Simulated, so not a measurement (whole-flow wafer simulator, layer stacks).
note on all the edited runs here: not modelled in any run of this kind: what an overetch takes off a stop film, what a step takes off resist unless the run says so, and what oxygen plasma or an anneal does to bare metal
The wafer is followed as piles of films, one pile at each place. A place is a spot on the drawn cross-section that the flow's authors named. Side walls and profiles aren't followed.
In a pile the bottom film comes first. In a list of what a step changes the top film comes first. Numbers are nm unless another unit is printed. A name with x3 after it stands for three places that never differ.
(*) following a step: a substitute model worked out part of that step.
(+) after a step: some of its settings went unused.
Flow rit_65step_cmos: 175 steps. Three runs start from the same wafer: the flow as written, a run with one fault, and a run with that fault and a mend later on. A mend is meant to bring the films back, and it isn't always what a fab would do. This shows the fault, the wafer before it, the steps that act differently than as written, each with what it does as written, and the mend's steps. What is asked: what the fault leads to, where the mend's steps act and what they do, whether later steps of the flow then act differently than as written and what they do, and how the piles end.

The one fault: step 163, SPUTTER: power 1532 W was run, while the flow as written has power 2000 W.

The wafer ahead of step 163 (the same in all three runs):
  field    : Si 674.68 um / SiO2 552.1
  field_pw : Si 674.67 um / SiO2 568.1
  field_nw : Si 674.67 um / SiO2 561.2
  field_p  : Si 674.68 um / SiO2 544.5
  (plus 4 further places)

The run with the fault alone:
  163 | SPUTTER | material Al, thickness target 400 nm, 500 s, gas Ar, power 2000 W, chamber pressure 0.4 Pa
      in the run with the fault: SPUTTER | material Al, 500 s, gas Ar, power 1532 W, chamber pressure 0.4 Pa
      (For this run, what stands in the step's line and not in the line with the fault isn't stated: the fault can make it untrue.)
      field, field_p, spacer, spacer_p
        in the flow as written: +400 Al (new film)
        in the run with the fault: +306.4 Al (new film)
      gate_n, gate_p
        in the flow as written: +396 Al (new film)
        in the run with the fault: +306.4 Al (new film)
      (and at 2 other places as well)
  Steps further on in the flow that do not act as written (3 more steps, not shown, differ only slightly: by at most 2% or 0.5 nm, whichever is larger):
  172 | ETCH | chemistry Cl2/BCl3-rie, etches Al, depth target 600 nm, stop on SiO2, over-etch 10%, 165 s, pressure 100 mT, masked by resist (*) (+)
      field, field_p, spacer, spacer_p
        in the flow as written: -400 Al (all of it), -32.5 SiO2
        in the run with the fault: -306.4 Al (all of it), -44.2 SiO2
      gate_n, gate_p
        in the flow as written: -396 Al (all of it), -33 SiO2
        in the run with the fault: -306.4 Al (all of it), -44.2 SiO2
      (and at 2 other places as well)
  By the end, the piles at field, field_pw, field_nw, field_p, gate_n, gate_p, spacer, spacer_p depart from the flow's by more than 2% or 0.5 nm, whichever is larger.
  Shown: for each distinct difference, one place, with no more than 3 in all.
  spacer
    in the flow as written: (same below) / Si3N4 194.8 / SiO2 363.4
    in the run with the fault: (same below) / Si3N4 194.8 / SiO2 351.7
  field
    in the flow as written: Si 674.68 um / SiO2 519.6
    in the run with the fault: Si 674.68 um / SiO2 507.9
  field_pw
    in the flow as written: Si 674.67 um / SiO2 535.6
    in the run with the fault: Si 674.67 um / SiO2 523.9

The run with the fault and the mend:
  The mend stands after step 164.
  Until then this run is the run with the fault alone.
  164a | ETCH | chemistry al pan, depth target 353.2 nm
      field, field_p, gate_n, gate_p, spacer, spacer_p
        -306.4 Al (all of it)
      field_pw
        -306.2 Al (all of it)
      field_nw
        -306.1 Al (all of it)
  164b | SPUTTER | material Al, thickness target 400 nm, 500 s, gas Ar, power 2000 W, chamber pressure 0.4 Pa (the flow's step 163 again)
      field, field_pw, field_p, spacer, spacer_p
        +400 Al (new film)
      gate_n, gate_p
        +396 Al (new film)
      field_nw
        +397.2 Al (new film)
  Every later step of the flow that is run acts as written at every place that is followed.
  The piles end the same as the flow's at every place that both follow.
